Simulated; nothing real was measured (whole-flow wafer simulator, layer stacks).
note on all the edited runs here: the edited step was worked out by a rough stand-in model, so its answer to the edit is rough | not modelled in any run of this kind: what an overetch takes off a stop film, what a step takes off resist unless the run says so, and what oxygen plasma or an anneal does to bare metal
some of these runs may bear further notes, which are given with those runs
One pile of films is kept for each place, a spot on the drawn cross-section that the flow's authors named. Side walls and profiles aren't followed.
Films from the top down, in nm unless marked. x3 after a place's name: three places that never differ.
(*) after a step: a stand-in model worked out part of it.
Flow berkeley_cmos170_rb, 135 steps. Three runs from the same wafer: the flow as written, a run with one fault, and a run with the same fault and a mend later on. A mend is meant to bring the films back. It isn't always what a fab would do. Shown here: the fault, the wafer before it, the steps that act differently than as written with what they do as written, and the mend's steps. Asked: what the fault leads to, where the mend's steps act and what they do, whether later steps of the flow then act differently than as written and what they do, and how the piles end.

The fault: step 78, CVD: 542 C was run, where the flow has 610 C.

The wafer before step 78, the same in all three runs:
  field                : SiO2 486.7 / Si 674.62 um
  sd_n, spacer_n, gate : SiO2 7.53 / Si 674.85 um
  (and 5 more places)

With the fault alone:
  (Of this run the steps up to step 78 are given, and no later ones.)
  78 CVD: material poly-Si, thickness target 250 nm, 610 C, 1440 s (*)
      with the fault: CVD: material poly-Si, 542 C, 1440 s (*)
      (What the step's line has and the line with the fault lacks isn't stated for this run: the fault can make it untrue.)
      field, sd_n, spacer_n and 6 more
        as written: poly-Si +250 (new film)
        with the fault: poly-Si +48.7 (new film)
  After step 78 the piles differ from the flow's by more than 2% or 0.5 nm, whichever is larger, at field, sd_n, spacer_n and 6 more.
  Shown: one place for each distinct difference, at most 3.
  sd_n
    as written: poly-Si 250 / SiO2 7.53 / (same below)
    with the fault: poly-Si 48.7 / SiO2 7.53 / (same below)
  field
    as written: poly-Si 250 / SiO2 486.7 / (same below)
    with the fault: poly-Si 48.7 / SiO2 486.7 / (same below)

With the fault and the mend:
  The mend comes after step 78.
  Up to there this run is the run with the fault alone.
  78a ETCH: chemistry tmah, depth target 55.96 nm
      field, sd_n, spacer_n and 6 more
        poly-Si -48.7 (all of it)
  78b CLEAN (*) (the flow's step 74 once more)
      changes no film at any place that is followed
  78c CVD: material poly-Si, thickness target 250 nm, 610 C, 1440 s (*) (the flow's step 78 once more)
      field, sd_n, spacer_n and 6 more
        poly-Si +250 (new film)
  No later step of the flow acts differently than as written, at any place that is followed, by more than 2% or 0.5 nm, whichever is larger.
  At the end the piles are the same as the flow's at every place that both follow.
